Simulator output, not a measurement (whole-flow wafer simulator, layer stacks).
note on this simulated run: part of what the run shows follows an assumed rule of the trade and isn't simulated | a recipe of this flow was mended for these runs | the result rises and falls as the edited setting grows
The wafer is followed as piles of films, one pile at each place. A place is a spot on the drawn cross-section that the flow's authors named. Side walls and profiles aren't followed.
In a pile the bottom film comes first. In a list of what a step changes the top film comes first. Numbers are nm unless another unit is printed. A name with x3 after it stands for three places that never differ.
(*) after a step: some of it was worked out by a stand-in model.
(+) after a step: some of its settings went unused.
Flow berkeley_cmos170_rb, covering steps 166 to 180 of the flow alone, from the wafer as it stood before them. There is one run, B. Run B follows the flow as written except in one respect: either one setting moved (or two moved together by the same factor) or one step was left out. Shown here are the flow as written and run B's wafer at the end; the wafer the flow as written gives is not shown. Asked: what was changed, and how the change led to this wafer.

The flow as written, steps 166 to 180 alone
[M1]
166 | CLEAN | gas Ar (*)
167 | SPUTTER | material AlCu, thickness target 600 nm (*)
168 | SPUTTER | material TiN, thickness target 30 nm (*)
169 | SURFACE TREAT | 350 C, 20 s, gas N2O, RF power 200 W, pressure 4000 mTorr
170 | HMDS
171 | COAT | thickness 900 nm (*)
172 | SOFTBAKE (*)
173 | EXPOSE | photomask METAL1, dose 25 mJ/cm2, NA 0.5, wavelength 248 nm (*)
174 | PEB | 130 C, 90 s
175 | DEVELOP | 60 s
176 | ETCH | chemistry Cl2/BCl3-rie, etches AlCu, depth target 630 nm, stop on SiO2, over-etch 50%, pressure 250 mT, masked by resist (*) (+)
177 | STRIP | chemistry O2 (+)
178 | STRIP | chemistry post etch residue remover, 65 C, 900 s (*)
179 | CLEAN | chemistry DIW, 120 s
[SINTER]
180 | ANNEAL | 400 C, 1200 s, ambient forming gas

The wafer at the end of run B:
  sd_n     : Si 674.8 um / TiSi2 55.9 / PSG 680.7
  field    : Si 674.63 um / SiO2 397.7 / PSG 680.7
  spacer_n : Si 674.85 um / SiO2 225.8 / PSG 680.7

What caused this: step 176, ETCH: depth target 494 nm was run, whereas the flow has depth target 630 nm.

The path from the change to this, step by step:
  176 | ETCH | chemistry Cl2/BCl3-rie, etches AlCu, depth target 630 nm, stop on SiO2, over-etch 50%, pressure 250 mT, masked by resist (*) (+)
      field, sd_n, spacer_n, gate, spacer_p, gate_p: TiN loses 30 (all of it), AlCu loses 600 (all of it), PSG loses 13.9 (it would be, as written: TiN loses 30 (all of it), AlCu loses 600 (all of it), PSG loses 39.4)
      contact, m1: KrF-resist loses 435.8 (it would be, as written: KrF-resist loses 472.5)
      (and at 1 other place as well)
  177 | STRIP | chemistry O2 (+)
      contact: KrF-resist loses 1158 (all of it) (it would be, as written: KrF-resist loses 1121.3 (all of it))
      m1: KrF-resist loses 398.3 (all of it) (it would be, as written: KrF-resist loses 361.6 (all of it))
